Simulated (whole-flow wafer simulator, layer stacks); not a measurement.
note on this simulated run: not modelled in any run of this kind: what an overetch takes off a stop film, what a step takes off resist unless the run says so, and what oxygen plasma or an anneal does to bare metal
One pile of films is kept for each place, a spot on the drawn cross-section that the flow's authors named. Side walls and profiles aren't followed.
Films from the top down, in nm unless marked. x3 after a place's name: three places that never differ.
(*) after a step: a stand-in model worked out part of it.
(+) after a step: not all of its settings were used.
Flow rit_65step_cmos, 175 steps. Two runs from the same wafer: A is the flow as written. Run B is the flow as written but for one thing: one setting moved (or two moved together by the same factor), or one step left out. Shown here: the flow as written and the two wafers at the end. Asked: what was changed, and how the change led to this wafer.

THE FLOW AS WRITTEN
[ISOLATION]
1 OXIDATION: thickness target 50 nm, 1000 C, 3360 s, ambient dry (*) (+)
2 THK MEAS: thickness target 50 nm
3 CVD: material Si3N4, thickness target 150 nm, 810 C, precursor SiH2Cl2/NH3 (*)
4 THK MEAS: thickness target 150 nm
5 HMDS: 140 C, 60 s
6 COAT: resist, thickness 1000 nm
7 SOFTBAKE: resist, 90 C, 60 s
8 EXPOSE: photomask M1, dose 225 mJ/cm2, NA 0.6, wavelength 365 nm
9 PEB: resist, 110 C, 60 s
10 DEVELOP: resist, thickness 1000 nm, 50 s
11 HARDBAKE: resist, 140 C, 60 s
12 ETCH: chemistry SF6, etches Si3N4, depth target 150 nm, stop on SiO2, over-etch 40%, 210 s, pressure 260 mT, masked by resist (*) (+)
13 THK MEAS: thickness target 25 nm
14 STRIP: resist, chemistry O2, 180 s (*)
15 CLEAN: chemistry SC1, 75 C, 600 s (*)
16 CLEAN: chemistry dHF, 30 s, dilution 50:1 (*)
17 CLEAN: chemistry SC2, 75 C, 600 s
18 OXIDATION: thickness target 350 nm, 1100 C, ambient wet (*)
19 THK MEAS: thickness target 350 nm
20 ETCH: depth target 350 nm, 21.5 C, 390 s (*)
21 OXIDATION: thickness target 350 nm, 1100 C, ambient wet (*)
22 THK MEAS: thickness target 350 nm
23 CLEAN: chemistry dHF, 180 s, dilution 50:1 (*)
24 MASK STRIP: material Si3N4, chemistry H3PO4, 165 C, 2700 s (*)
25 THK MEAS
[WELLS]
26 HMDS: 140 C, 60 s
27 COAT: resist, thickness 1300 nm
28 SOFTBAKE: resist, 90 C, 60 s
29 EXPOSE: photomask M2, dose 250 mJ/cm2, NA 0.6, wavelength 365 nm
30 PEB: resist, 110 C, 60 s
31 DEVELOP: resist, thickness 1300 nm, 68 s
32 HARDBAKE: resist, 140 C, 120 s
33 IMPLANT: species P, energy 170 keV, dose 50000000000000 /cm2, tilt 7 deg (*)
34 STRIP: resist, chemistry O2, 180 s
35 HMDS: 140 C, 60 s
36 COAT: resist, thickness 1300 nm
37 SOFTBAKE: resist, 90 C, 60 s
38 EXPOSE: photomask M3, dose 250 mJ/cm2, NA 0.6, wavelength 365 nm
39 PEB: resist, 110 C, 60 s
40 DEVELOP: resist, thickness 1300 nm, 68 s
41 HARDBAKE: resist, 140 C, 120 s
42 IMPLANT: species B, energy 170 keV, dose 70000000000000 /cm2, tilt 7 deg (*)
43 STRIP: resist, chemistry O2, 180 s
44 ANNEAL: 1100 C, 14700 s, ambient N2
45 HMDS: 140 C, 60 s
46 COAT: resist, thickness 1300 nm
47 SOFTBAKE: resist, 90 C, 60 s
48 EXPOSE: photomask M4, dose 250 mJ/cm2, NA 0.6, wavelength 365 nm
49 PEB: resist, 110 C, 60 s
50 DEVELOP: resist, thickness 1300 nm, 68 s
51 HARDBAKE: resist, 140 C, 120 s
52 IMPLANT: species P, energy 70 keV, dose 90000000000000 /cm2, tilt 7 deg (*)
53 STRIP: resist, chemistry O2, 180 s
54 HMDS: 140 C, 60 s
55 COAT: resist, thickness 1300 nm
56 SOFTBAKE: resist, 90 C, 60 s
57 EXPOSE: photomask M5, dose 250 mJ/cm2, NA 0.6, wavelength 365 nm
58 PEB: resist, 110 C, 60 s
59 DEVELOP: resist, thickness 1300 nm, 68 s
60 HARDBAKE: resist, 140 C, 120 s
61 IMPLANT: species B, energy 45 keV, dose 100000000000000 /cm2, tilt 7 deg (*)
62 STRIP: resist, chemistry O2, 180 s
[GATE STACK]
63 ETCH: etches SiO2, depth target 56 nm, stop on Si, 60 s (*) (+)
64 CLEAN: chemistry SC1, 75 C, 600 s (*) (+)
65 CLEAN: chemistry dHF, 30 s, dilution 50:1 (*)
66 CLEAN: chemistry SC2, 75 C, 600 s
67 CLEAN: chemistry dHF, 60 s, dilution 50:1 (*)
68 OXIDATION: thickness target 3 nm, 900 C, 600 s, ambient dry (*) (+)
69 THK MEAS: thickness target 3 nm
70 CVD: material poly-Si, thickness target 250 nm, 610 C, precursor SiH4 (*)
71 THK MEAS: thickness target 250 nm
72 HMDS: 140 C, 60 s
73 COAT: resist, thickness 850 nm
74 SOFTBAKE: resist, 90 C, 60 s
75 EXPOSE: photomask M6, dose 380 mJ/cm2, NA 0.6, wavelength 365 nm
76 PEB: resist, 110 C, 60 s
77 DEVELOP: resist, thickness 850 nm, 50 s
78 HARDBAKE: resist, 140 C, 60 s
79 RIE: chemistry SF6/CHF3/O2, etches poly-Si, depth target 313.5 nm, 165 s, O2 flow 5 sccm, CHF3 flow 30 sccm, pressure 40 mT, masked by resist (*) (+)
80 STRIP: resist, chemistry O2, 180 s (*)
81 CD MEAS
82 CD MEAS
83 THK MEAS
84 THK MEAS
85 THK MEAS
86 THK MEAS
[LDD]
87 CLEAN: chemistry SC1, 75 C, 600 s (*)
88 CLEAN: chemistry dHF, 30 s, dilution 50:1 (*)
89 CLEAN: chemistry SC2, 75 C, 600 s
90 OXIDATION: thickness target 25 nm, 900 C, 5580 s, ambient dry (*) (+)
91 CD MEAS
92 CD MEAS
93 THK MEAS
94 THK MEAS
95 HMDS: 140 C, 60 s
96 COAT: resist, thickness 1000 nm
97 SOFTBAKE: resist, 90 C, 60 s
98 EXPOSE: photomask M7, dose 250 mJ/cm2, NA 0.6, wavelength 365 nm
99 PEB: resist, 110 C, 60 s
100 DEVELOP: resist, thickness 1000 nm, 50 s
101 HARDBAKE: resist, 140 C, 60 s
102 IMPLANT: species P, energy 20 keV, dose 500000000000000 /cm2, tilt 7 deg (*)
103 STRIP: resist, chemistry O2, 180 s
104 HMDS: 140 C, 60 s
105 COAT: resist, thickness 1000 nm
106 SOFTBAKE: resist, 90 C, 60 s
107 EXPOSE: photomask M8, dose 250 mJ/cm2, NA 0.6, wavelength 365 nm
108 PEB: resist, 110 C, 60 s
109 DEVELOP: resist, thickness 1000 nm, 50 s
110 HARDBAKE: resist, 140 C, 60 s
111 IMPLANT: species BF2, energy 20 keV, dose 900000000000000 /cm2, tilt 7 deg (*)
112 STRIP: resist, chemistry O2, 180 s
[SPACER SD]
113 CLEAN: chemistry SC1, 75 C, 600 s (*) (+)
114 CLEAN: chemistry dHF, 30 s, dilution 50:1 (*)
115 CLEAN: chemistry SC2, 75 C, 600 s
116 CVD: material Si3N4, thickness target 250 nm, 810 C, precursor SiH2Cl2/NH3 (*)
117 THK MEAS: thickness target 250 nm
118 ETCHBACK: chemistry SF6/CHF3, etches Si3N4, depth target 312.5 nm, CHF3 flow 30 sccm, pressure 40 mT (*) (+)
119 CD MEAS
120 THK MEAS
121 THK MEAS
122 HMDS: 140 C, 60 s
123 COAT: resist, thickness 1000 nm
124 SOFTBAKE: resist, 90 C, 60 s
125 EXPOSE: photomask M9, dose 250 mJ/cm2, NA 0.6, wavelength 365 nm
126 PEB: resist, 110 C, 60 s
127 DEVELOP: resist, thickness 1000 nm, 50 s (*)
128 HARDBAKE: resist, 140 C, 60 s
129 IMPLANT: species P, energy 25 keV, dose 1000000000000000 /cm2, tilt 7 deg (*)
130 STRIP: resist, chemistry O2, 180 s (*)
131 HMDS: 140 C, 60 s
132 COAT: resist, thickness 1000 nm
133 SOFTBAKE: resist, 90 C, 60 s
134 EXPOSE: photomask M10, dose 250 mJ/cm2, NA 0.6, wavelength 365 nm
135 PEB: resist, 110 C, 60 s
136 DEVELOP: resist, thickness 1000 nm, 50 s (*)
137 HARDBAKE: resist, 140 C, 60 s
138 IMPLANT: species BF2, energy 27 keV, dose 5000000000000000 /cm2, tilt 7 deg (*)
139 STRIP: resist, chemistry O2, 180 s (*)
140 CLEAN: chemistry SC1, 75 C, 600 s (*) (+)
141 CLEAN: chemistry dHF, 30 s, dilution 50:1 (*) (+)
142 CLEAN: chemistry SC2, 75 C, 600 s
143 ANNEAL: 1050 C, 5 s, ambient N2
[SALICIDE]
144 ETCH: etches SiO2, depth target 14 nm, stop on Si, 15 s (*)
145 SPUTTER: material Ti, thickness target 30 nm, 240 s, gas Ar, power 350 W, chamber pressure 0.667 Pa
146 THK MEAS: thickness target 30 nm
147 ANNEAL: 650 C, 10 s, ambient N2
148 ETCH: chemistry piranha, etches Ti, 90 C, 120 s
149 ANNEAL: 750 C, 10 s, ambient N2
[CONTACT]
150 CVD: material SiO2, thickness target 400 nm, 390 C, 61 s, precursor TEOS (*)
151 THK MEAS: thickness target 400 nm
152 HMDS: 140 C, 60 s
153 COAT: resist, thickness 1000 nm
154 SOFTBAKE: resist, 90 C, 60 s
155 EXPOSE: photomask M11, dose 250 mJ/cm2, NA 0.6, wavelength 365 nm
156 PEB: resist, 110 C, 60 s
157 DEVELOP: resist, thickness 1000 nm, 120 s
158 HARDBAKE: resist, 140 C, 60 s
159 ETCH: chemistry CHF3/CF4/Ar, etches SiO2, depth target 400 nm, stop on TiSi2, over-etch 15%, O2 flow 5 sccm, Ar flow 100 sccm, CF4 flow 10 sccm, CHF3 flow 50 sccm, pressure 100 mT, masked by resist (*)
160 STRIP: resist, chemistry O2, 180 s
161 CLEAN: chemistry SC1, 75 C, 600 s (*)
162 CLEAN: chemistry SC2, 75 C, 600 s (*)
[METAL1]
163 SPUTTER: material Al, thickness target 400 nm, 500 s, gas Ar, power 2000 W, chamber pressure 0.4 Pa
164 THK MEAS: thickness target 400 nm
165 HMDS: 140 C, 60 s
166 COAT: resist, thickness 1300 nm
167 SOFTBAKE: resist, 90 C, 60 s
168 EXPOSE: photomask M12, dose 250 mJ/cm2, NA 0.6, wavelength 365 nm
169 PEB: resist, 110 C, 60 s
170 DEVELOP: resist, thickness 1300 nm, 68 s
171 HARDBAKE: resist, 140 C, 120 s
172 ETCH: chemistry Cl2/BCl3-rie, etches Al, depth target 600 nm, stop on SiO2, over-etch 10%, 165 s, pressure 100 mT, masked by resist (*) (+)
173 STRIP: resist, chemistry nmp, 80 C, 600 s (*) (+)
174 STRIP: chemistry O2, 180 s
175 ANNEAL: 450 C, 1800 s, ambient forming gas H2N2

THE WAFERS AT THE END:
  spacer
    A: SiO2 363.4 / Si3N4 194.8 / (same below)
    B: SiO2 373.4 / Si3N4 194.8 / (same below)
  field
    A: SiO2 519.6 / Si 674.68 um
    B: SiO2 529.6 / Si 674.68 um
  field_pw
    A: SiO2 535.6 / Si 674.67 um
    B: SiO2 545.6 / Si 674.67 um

The cause: step 163, SPUTTER: thickness target 480 nm was run, where the flow has thickness target 400 nm.

How the change led to this, step by step:
  163 SPUTTER: material Al, thickness target 400 nm, 500 s, gas Ar, power 2000 W, chamber pressure 0.4 Pa
      field, field_pw, field_p, spacer, spacer_p: A Al +400 (new film) | B Al +480 (new film)
      gate_n, gate_p: A Al +396 (new film) | B Al +470.6 (new film)
      (and at 1 more place)
  172 ETCH: chemistry Cl2/BCl3-rie, etches Al, depth target 600 nm, stop on SiO2, over-etch 10%, 165 s, pressure 100 mT, masked by resist (*) (+)
      field, field_pw, field_p, spacer, spacer_p: A Al -400 (all of it), SiO2 -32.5 | B Al -480 (all of it), SiO2 -22.5
      gate_n, gate_p: A Al -396 (all of it), SiO2 -33 | B Al -470.6 (all of it), SiO2 -23.7
      (and at 1 more place)
